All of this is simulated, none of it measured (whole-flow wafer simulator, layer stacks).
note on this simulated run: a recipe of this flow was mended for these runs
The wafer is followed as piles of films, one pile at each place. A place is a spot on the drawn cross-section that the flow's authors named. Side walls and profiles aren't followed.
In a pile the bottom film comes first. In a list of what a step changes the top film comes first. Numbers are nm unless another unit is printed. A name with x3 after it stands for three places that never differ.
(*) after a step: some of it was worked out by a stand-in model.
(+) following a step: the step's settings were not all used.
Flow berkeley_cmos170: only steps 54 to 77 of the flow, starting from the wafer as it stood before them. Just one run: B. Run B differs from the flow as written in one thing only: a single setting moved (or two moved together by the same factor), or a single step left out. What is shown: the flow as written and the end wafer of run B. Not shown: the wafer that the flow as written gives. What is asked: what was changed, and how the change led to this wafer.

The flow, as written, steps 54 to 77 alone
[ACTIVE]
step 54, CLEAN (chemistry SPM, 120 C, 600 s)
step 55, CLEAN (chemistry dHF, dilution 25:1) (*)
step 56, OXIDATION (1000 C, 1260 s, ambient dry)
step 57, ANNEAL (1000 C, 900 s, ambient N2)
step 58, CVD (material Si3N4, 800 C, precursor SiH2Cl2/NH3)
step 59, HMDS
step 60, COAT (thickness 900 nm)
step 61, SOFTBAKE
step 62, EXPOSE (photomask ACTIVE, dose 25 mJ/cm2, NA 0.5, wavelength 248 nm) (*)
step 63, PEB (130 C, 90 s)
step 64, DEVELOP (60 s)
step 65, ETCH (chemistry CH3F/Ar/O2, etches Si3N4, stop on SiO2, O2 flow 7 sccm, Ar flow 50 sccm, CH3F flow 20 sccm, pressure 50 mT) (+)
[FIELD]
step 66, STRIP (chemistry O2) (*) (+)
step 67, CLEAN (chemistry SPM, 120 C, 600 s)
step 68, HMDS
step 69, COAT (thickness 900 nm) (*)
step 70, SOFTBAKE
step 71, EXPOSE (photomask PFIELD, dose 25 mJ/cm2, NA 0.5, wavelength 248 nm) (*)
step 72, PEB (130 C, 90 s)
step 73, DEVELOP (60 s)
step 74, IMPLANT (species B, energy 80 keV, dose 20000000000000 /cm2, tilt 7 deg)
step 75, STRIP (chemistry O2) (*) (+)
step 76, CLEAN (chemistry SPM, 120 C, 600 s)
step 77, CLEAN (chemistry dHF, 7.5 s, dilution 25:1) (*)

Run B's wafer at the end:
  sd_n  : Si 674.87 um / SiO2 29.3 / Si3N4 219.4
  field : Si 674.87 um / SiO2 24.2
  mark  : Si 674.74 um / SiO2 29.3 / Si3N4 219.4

The reason: step 56, OXIDATION: 1512 s was run, though the flow has 1260 s.

Step by step, how the change led to this:
  step 56, OXIDATION (1000 C, 1260 s, ambient dry)
      field, mark, sd_n and 10 more: +29.3 SiO2 (new film), -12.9 Si (as written it would have been: +26.6 SiO2 (new film), -11.7 Si)
